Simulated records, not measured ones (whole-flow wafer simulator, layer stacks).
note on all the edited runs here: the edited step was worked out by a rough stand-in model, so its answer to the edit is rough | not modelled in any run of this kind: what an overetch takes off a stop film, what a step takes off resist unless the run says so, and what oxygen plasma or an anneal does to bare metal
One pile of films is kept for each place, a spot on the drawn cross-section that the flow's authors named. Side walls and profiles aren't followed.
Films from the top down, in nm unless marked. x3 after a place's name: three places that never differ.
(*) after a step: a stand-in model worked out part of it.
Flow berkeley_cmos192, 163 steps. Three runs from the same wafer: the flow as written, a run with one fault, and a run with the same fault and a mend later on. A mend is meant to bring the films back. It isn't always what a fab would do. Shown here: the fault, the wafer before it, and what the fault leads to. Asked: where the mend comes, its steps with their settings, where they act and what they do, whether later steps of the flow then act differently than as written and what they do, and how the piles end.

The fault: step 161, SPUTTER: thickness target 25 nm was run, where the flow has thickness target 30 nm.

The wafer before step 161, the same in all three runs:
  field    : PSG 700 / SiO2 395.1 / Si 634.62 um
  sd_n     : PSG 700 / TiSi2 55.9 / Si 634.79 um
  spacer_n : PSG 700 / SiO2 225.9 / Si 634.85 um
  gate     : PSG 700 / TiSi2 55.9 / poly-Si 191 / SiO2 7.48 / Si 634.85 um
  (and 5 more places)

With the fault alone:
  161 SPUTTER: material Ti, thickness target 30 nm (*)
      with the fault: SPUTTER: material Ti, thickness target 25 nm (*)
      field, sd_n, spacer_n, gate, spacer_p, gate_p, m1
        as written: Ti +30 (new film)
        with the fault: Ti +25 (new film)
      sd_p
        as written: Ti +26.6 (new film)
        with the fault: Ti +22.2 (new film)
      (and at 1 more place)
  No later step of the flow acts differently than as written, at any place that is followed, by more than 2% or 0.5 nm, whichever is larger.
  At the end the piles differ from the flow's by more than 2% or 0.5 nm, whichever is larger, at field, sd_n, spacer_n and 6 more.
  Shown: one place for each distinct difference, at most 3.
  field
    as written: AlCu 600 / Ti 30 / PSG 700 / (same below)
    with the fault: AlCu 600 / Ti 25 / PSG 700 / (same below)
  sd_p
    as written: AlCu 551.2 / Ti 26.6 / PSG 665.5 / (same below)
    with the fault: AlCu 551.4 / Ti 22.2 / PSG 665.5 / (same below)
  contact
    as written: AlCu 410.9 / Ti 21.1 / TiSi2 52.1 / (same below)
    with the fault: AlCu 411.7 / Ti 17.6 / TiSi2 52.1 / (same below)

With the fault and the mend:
  The mend comes after step 161.
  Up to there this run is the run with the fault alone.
  161a ETCH: chemistry piranha, etches Ti, 120 C, 43 s (the flow's step 148 once more, with other settings)
      field, sd_n, spacer_n, gate, spacer_p, gate_p, m1
        Ti -25 (all of it)
      sd_p
        Ti -22.2 (all of it)
      contact
        Ti -17.6 (all of it), TiSi2 -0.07
  161b SPUTTER: material Ti, thickness target 30 nm (*) (the flow's step 161 once more)
      field, sd_n, spacer_n, gate, spacer_p, gate_p, m1
        Ti +30 (new film)
      sd_p
        Ti +26.6 (new film)
      contact
        Ti +21.1 (new film)
  No later step of the flow acts differently than as written at any place that is followed.
  At the end the piles differ from the flow's only slightly at the places that both follow, by at most 2% or 0.5 nm, whichever is larger.
